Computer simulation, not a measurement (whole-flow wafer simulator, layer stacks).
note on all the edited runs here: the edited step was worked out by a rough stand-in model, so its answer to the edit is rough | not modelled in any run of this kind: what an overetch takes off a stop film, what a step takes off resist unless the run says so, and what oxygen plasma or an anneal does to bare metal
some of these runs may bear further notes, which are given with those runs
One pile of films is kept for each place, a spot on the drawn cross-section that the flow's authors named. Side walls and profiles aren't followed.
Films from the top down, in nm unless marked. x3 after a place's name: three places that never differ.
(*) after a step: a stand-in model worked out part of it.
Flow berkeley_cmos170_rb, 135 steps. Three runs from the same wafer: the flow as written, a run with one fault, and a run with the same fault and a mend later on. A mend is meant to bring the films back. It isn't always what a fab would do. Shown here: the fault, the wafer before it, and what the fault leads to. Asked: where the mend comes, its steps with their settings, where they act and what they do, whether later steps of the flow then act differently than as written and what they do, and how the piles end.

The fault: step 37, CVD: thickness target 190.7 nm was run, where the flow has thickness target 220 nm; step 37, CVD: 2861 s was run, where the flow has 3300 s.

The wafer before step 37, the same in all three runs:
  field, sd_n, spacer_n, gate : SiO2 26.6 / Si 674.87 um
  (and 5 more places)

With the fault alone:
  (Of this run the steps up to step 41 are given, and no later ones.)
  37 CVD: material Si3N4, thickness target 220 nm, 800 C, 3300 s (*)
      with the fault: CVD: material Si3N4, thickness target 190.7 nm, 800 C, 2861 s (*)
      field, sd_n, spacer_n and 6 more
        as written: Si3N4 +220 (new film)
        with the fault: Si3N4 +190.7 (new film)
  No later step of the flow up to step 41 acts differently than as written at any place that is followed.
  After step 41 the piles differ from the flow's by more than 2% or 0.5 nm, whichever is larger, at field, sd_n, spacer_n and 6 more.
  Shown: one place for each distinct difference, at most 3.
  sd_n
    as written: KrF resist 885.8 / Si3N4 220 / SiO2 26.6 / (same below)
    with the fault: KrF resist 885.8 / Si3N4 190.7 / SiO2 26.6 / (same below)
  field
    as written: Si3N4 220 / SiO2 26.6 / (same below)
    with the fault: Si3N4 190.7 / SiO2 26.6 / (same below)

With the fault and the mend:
  The mend comes after step 37.
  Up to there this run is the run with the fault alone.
  37a ETCH: chemistry h3po4, depth target 218.8 nm (the flow's step 30 once more, with other settings)
      field, sd_n, spacer_n and 6 more
        Si3N4 -190.7 (all of it)
  37b CLEAN (*)
      changes no film at any place that is followed
  37c CVD: material Si3N4, thickness target 220 nm, 800 C, 3300 s (*) (the flow's step 37 once more)
      field, sd_n, spacer_n and 6 more
        Si3N4 +220 (new film)
  No later step of the flow acts differently than as written at any place that is followed.
  At the end the piles are the same as the flow's at every place that both follow.
